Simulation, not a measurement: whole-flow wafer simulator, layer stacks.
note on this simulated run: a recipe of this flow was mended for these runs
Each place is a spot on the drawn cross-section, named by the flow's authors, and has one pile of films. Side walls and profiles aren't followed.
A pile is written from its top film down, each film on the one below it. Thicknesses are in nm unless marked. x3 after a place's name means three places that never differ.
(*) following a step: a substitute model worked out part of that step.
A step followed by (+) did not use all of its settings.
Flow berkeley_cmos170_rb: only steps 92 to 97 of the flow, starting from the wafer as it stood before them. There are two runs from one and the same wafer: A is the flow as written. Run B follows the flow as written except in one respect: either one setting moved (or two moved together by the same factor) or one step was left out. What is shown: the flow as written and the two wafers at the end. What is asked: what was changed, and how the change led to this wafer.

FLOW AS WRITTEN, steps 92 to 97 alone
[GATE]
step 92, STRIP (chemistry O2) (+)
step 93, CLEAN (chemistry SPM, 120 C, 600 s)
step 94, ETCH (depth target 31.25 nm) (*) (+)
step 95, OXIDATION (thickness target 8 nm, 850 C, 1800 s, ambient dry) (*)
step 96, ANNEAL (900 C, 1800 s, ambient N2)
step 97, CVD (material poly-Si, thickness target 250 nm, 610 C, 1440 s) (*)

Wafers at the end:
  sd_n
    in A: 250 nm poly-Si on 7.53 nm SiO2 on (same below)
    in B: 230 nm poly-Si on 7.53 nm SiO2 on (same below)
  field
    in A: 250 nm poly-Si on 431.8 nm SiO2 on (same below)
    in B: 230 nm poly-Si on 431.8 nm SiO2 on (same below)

The reason: step 97, CVD: 1325 s was run, whereas the flow has 1440 s.

How this came from the change, step by step:
  step 97, CVD (material poly-Si, thickness target 250 nm, 610 C, 1440 s) (*)
      field, sd_n, spacer_n, gate, sd_p, spacer_p x2, contact, m1: A poly-Si gains 250 (new film) | B poly-Si gains 230 (new film)
